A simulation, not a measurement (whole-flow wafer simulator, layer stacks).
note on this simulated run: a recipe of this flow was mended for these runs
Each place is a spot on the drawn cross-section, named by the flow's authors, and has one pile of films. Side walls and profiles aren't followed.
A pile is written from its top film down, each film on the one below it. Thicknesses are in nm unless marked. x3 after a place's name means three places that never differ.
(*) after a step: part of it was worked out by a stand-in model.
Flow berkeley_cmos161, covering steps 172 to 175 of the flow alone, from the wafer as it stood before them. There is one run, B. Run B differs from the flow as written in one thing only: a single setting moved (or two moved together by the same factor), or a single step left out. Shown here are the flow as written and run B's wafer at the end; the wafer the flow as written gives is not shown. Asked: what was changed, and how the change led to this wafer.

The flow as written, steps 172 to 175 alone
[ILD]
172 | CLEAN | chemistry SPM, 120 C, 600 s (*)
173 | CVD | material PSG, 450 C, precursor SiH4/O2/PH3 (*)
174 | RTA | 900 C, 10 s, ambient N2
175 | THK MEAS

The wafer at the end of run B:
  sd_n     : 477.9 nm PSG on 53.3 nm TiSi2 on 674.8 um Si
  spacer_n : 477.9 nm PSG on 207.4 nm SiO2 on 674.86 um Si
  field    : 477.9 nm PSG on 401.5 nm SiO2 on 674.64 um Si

What caused this: step 173, CVD: 429 C was run, whereas the flow has 450 C.

Step by step, how the change led to this:
  173 | CVD | material PSG, 450 C, precursor SiH4/O2/PH3 (*)
      field, sd_n, spacer_n, gate_n, spacer_p, gate_p, contact x2: PSG gains 477.9 (new film) (it would be, as written: PSG gains 550 (new film))
      sd_p: PSG gains 454.7 (new film) (it would be, as written: PSG gains 522.4 (new film))
